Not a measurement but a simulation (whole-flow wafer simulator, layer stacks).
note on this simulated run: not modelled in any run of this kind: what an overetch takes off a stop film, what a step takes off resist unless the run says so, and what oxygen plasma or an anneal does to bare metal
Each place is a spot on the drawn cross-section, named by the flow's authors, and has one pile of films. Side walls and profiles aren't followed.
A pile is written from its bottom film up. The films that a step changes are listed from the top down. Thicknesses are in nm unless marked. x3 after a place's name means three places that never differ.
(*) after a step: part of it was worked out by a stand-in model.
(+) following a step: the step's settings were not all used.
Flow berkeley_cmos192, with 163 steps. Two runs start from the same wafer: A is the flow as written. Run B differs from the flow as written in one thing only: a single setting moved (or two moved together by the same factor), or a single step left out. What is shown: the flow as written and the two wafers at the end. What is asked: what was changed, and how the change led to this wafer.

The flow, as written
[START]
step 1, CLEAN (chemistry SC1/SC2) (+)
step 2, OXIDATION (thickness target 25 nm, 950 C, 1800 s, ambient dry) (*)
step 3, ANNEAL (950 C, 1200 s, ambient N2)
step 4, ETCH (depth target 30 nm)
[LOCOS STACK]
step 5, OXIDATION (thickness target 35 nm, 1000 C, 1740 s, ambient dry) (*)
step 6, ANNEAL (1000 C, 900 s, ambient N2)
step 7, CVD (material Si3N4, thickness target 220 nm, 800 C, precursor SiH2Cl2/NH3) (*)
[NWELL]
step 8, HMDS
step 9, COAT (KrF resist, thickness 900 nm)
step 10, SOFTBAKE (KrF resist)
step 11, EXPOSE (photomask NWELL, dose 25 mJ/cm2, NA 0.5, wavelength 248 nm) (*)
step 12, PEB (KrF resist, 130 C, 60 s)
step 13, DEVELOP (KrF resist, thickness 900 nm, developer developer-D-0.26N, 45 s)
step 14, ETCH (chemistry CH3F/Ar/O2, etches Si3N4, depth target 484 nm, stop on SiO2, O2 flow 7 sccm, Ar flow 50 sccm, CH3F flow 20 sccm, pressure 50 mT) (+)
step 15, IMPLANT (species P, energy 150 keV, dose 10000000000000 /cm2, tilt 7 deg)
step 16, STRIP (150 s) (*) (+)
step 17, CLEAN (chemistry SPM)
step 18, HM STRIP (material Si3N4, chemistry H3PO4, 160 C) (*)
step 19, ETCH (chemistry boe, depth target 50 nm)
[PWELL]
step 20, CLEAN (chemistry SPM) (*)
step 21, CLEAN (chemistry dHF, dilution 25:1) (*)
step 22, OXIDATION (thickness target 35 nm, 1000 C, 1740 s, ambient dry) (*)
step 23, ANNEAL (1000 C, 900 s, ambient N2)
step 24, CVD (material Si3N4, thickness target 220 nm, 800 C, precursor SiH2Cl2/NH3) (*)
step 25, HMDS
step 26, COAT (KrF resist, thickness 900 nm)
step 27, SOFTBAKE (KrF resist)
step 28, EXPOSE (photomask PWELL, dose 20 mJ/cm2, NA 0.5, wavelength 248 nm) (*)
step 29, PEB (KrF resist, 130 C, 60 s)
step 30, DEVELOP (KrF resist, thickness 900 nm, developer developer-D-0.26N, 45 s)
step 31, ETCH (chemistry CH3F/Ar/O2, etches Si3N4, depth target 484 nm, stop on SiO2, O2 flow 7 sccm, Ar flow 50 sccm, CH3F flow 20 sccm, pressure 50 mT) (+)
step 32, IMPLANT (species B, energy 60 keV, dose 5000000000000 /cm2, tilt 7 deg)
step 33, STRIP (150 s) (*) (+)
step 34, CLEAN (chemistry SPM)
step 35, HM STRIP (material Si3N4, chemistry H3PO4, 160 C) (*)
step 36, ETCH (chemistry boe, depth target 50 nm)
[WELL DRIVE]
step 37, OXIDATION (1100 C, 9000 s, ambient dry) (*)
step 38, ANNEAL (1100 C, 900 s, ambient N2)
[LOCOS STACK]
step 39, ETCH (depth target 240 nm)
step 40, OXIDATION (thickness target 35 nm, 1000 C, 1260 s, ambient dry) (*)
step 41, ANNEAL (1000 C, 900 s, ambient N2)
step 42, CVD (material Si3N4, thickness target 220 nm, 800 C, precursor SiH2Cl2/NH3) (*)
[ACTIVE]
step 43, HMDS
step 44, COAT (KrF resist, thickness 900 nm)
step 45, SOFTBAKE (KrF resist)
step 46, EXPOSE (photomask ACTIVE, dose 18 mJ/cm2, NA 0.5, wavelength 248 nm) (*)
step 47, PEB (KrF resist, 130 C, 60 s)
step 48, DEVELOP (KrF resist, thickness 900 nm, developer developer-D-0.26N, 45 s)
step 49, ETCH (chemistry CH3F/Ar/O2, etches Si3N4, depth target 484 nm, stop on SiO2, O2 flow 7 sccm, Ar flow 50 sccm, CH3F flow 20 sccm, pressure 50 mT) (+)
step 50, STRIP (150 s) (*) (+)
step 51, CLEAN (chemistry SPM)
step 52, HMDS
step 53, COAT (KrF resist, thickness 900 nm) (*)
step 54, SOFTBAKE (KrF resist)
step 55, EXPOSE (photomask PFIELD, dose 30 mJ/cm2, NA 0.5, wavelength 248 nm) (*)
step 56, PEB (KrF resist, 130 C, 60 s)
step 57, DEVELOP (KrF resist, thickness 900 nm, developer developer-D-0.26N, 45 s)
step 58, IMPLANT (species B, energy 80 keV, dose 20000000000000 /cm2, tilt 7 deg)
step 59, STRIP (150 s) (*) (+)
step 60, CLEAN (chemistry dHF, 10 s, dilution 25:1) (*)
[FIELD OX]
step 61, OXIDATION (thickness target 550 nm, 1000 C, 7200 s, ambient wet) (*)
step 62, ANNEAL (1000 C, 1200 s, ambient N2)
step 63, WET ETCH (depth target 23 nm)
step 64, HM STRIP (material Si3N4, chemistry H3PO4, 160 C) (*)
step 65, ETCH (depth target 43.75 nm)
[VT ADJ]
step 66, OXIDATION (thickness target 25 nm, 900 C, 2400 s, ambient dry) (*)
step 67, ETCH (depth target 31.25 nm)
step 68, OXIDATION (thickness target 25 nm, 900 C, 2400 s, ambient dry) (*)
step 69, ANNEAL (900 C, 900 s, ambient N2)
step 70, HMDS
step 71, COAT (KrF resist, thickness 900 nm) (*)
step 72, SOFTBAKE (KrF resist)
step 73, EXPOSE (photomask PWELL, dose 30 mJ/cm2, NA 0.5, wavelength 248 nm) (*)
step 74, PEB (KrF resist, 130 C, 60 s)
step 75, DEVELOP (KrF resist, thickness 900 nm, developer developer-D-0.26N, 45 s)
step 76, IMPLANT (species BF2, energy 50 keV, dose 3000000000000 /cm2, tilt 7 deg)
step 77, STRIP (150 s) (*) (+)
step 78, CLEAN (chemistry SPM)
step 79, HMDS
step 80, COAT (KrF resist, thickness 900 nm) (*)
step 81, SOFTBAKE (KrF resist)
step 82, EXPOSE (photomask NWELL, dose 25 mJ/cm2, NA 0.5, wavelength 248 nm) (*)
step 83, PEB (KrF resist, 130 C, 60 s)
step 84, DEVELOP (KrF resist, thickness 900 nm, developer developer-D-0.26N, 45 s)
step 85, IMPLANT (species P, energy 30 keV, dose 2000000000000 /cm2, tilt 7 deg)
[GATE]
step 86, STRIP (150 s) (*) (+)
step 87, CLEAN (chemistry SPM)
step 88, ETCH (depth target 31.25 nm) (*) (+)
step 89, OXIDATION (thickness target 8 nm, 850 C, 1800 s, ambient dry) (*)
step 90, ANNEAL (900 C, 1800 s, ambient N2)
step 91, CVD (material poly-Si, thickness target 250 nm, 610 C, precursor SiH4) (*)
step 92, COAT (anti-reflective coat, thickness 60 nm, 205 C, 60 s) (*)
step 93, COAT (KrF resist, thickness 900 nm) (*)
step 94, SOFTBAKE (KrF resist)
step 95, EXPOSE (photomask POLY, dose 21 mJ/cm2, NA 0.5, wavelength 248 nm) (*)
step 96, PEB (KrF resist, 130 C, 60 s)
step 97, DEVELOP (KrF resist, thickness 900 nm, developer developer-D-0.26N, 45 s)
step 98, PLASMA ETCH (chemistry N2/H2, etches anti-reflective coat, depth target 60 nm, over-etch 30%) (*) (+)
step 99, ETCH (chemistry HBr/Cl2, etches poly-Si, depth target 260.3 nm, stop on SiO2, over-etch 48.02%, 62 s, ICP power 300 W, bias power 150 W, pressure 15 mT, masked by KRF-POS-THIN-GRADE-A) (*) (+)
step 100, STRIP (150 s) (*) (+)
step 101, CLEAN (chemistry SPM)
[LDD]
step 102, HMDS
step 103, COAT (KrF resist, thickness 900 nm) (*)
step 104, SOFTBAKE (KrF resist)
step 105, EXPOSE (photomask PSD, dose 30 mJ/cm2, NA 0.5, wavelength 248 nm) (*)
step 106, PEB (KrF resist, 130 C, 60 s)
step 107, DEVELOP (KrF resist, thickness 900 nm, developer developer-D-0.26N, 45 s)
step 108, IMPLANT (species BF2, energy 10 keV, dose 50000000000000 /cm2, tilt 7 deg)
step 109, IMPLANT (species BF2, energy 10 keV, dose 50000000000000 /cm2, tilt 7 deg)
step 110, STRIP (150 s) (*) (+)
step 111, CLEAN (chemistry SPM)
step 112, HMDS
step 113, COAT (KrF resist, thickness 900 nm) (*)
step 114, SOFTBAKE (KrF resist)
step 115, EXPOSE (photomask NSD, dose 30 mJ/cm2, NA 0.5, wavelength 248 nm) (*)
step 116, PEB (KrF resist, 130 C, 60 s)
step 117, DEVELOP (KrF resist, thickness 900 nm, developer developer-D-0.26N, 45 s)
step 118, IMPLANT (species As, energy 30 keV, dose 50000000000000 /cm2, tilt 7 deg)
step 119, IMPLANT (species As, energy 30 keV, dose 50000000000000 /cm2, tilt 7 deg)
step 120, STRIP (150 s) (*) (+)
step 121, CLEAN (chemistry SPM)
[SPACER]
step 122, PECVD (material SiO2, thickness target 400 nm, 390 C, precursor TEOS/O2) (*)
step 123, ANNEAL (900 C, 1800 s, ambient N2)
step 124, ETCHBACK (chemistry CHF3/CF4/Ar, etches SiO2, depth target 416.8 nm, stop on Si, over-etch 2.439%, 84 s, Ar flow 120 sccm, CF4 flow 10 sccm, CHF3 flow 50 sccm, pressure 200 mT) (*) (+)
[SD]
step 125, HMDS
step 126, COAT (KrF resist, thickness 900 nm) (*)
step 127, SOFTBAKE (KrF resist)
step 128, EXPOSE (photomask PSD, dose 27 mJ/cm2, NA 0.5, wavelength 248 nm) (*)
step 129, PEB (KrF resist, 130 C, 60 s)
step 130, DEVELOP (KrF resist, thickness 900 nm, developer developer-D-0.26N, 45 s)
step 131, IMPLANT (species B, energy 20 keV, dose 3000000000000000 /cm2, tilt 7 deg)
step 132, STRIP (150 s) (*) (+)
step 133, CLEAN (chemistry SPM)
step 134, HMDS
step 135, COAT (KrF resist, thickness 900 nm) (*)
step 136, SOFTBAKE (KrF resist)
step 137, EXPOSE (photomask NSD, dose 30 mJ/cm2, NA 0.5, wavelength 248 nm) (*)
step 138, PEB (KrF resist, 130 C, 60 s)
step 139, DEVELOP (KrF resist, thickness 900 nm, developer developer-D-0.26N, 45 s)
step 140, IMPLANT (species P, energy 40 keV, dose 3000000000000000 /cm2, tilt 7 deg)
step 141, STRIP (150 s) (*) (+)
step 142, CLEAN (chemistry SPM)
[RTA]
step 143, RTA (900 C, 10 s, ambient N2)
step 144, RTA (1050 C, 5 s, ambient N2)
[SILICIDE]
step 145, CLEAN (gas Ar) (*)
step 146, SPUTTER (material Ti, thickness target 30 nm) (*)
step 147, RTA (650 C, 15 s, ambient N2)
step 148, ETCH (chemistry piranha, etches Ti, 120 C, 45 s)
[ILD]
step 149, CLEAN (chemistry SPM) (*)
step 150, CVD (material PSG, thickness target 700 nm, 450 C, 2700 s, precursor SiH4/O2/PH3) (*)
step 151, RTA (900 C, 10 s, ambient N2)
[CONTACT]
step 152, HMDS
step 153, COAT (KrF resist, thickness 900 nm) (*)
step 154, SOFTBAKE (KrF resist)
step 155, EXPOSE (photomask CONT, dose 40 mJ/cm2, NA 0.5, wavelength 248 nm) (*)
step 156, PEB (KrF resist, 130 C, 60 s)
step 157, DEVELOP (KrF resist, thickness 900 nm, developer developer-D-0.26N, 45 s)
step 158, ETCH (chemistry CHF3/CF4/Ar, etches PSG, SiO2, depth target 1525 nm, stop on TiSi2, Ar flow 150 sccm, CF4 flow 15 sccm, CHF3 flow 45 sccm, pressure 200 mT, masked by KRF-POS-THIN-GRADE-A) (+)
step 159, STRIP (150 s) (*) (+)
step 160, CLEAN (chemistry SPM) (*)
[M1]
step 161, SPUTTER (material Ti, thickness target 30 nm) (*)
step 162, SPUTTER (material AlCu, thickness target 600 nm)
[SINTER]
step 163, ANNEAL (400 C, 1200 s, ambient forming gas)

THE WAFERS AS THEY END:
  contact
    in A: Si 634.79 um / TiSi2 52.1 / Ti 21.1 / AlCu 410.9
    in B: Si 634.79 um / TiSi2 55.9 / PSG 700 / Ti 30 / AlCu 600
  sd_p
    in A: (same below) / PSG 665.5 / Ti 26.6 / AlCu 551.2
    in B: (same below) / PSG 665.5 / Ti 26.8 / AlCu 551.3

Cause: step 158, ETCH: chemistry CHF3/CF4/Ar, etches PSG, SiO2, depth target 1525 nm, stop on TiSi2, Ar flow 150 sccm, CF4 flow 15 sccm, CHF3 flow 45 sccm, pressure 200 mT, masked by KRF-POS-THIN-GRADE-A (+), was not run.

How this came from the change, step by step:
  step 159, STRIP (150 s) (*) (+)
      field: A -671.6 KrF resist (all of it) | B -865.7 KrF resist (all of it)
      sd_n: A -792.3 KrF resist (all of it) | B -986.4 KrF resist (all of it)
      (as well as at 6 more places)
  step 161, SPUTTER (material Ti, thickness target 30 nm) (*)
      contact: A +21.1 Ti (new film) | B +30 Ti (new film)
  step 162, SPUTTER (material AlCu, thickness target 600 nm)
      contact: A +410.9 AlCu (new film) | B +600 AlCu (new film)
